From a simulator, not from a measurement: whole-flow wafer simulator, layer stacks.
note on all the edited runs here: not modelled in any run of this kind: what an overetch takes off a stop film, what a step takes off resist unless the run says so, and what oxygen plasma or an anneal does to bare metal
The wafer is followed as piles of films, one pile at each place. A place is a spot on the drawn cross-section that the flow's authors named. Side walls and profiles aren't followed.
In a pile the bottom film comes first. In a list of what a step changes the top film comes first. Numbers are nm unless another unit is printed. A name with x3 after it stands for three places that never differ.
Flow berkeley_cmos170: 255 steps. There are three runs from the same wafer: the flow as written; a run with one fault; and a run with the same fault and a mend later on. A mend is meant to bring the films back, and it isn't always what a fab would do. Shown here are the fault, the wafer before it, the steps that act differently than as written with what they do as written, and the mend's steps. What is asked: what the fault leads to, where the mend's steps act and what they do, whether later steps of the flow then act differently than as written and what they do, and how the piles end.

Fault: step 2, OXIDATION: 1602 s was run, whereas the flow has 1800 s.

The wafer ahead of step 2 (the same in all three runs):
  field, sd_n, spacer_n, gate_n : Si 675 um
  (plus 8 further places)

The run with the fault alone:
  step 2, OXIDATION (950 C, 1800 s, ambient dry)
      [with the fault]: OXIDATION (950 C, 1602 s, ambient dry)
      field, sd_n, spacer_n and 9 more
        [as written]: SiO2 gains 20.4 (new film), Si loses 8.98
        [with the fault]: SiO2 gains 19 (new film), Si loses 8.37
  Steps later in the flow that act otherwise than as written:
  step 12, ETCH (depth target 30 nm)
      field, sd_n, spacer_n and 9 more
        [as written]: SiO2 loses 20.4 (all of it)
        [with the fault]: SiO2 loses 19 (all of it)
  The piles end only slightly different from the flow's at the places that both follow, by no more than 2% or 0.5 nm, whichever is larger.

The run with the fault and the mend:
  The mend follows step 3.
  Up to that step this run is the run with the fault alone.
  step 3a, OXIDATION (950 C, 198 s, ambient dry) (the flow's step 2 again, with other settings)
      field, sd_n, spacer_n and 9 more
        SiO2 gains 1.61, Si loses 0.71
  Later steps of the flow that are run all act as written at every place that is followed, up to a difference of at most 2% or 0.5 nm, whichever is larger.
  The piles end only slightly different from the flow's at the places that both follow, by no more than 2% or 0.5 nm, whichever is larger.
